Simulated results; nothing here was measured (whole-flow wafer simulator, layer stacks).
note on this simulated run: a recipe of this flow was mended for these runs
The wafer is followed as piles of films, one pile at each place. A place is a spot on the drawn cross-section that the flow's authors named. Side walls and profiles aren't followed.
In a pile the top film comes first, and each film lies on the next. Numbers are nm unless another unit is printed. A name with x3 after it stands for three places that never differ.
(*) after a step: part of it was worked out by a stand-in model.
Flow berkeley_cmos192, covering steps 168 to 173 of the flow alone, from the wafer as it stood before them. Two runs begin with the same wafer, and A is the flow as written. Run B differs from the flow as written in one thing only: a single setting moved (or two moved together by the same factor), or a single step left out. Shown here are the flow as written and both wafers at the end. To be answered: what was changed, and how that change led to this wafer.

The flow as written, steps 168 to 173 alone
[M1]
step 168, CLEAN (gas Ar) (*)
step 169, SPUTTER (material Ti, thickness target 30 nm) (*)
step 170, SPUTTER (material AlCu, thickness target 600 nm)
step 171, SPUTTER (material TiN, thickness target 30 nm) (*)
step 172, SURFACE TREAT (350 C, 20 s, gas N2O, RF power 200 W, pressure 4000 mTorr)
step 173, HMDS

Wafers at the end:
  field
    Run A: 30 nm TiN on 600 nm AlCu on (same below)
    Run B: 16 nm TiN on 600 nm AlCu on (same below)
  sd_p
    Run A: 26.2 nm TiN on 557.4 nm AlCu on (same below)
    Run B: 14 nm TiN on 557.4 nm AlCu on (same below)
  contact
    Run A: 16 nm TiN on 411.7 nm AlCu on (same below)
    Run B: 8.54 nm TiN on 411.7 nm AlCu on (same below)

The reason: step 171, SPUTTER: thickness target 16 nm was run, whereas the flow has thickness target 30 nm.
The wafer lets one read it off: field has TiN 16, and step 171 as written asks for 30 nm.

How this came from the change, step by step:
  step 171, SPUTTER (material TiN, thickness target 30 nm) (*)
      field, sd_n, spacer_n, gate, spacer_p, gate_p, m1: A TiN gains 30 (new film) | B TiN gains 16 (new film)
      sd_p: A TiN gains 26.2 (new film) | B TiN gains 14 (new film)
      (as well as at 1 more place)
